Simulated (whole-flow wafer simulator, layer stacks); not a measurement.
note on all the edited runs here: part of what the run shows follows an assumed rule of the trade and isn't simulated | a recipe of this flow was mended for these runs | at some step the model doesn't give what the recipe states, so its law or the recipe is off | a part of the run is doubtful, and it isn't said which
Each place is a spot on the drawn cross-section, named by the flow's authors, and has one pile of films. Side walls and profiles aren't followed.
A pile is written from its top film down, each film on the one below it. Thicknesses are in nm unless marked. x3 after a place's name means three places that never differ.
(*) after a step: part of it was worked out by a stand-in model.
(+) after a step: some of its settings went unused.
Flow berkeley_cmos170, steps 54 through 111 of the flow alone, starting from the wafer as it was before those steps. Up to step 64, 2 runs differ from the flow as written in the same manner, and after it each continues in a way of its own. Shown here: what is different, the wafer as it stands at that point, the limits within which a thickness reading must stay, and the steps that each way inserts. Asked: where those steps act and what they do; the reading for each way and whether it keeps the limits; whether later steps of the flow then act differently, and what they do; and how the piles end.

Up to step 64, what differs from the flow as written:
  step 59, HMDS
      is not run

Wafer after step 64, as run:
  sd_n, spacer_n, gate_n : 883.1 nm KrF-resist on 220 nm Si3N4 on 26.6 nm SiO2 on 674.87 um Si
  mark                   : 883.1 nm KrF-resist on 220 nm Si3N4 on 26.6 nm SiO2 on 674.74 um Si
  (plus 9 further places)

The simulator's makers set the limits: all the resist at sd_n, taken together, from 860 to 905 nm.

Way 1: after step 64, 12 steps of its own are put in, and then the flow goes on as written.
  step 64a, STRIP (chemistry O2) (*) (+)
      mark, sd_n, spacer_n and 9 more
        KrF-resist loses 883.1 (all of it)
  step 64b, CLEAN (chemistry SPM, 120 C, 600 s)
      does not change any film at any place that is followed
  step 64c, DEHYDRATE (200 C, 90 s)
      does not change any film at any place that is followed
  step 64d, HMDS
      does not change any film at any place that is followed
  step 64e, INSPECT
      does not change any film at any place that is followed
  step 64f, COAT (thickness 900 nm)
      field, mark, sd_n and 10 more
        KrF-resist gains 900 (new film)
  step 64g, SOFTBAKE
      does not change any film at any place that is followed
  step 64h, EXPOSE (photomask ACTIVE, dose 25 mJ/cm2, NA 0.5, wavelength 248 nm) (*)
      does not change any film at any place that is followed
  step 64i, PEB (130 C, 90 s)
      field, mark, sd_n and 10 more
        KrF-resist loses 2
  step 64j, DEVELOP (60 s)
      mark, sd_n, spacer_n and 9 more
        KrF-resist loses 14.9
      field
        KrF-resist loses 898 (all of it)
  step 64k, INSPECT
      does not change any film at any place that is followed
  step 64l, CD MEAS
      does not change any film at any place that is followed
  After step 64l, the reading is 883.1 nm, within the limits.
  Later steps of the flow that are run all act as written at every place that is followed, up to a difference of at most 2% or 0.5 nm, whichever is larger.
  At every place that both follow, the piles at the end match the flow's.

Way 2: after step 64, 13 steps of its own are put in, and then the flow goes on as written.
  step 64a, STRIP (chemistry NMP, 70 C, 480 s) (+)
      mark, sd_n, spacer_n and 9 more
        KrF-resist loses 883.1 (all of it)
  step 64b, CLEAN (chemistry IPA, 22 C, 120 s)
      does not change any film at any place that is followed
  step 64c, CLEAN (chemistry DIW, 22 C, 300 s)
      does not change any film at any place that is followed
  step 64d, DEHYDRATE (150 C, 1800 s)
      does not change any film at any place that is followed
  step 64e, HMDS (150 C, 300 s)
      does not change any film at any place that is followed
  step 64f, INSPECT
      does not change any film at any place that is followed
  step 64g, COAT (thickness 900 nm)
      field, mark, sd_n and 10 more
        KrF-resist gains 900 (new film)
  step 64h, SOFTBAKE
      does not change any film at any place that is followed
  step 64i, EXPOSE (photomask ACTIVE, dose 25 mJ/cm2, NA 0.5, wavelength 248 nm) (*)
      does not change any film at any place that is followed
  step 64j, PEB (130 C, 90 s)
      field, mark, sd_n and 10 more
        KrF-resist loses 2
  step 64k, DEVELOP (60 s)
      mark, sd_n, spacer_n and 9 more
        KrF-resist loses 14.9
      field
        KrF-resist loses 898 (all of it)
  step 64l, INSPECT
      does not change any film at any place that is followed
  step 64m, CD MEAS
      does not change any film at any place that is followed
  After step 64m, the reading is 883.1 nm, within the limits.
  Later steps of the flow that are run all act as written at every place that is followed.
  At every place that both follow, the piles at the end match the flow's.

Ways within the limits: way 1, way 2.
